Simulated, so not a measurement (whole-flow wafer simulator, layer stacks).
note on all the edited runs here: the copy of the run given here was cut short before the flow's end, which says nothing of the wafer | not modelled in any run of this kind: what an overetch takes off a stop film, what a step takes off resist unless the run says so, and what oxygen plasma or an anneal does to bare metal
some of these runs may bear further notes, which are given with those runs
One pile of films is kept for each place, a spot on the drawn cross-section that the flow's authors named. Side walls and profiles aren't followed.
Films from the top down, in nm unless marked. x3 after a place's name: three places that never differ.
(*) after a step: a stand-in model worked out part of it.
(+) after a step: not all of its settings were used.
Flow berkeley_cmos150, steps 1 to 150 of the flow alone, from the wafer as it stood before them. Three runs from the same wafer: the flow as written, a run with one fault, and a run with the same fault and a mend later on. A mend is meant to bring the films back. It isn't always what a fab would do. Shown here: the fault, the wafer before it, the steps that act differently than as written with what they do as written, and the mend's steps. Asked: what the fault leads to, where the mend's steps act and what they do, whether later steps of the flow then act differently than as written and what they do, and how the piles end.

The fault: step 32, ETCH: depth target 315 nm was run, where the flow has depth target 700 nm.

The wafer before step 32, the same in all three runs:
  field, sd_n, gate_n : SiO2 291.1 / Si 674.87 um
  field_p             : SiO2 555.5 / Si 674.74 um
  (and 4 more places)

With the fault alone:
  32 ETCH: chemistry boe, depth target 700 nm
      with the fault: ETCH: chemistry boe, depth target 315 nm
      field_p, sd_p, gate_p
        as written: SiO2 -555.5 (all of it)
        with the fault: SiO2 -315
  Later steps of the flow that act differently than as written (6 more steps differ only slightly, by at most 2% or 0.5 nm, whichever is larger, and aren't shown):
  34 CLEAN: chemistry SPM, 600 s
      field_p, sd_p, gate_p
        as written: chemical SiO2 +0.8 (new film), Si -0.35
        with the fault: nothing
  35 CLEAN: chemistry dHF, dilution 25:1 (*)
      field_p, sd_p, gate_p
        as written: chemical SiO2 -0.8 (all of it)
        with the fault: nothing
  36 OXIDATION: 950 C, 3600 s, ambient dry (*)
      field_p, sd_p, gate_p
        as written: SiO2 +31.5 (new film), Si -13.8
        with the fault: SiO2 +8.67, Si -3.82
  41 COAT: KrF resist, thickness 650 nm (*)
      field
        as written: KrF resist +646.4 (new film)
        with the fault: KrF resist +673.7 (new film)
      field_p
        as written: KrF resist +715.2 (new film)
        with the fault: KrF resist +604.4 (new film)
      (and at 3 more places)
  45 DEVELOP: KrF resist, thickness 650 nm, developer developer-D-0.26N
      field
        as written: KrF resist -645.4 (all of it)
        with the fault: KrF resist -672.6 (all of it)
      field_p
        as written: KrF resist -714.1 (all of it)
        with the fault: KrF resist -603.5 (all of it)
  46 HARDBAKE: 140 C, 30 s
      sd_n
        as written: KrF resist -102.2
        with the fault: KrF resist -106.8
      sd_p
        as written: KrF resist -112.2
        with the fault: KrF resist -99.7
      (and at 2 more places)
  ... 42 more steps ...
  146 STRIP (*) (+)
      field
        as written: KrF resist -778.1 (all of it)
        with the fault: KrF resist -810.5 (all of it)
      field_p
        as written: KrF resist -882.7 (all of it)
        with the fault: KrF resist -788.8 (all of it)
  At the end the piles differ from the flow's by more than 2% or 0.5 nm, whichever is larger, at field_p, sd_p, gate_p.
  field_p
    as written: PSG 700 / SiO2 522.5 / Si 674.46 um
    with the fault: PSG 700 / SiO2 626.9 / Si 674.52 um
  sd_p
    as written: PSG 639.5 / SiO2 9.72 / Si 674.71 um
    with the fault: PSG 649 / SiO2 170.1 / Si 674.73 um
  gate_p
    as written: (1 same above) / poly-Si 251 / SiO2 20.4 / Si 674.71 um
    with the fault: (1 same above) / poly-Si 251 / SiO2 180.8 / Si 674.73 um

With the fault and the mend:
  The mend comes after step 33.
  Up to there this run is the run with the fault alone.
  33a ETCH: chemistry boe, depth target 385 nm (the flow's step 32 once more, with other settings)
      field_p, sd_p, gate_p
        SiO2 -240.5 (all of it)
  No later step of the flow acts differently than as written at any place that is followed.
  At the end the piles are the same as the flow's at every place that both follow.
